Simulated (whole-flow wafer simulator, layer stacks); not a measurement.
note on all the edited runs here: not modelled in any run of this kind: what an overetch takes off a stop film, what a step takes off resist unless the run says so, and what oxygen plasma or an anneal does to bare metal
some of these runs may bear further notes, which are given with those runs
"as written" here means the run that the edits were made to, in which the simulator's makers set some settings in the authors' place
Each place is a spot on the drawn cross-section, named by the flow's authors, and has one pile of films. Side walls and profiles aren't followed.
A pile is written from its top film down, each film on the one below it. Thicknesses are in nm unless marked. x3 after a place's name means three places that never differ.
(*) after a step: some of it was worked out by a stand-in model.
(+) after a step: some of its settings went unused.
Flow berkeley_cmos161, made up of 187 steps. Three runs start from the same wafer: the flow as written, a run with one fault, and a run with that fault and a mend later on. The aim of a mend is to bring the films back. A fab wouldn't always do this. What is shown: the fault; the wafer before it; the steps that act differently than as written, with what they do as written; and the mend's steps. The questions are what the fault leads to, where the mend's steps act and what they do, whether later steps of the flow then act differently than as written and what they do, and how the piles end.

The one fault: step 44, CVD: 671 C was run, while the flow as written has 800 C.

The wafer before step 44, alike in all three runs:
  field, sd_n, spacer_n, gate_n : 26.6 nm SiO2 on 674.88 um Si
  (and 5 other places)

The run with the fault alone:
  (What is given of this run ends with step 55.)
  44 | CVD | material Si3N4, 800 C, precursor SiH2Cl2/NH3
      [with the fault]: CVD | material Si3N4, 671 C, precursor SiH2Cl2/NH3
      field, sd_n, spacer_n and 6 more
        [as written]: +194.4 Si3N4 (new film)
        [with the fault]: +20.6 Si3N4 (new film)
  Steps later in the flow that act otherwise than as written:
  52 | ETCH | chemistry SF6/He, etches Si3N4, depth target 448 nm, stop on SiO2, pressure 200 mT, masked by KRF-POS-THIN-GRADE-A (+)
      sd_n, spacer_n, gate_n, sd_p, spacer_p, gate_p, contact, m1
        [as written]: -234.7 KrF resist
        [with the fault]: -45.7 KrF resist
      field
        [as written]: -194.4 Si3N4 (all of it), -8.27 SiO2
        [with the fault]: -20.6 Si3N4 (all of it), -8.27 SiO2
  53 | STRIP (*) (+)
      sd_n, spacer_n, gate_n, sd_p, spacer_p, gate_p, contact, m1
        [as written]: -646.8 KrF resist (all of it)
        [with the fault]: -835.7 KrF resist (all of it)
  Once step 55 is done, the piles at sd_n, spacer_n, gate_n, sd_p, spacer_p, gate_p, contact, m1 depart from the flow's by more than 2% or 0.5 nm, whichever is larger.
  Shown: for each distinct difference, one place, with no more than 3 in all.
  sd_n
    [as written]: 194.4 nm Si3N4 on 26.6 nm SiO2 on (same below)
    [with the fault]: 20.6 nm Si3N4 on 26.6 nm SiO2 on (same below)

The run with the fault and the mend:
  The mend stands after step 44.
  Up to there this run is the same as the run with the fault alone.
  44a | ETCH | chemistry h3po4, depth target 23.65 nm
      field, sd_n, spacer_n and 6 more
        -20.6 Si3N4 (all of it)
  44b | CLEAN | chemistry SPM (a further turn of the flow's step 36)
      alters no film at any place that is followed
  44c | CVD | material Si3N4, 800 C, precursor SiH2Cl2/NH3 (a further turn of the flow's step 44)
      field, sd_n, spacer_n and 6 more
        +194.4 Si3N4 (new film)
  Later steps of the flow that are run all act as written at every place that is followed.
  The piles end the same as the flow's at every place that both follow.
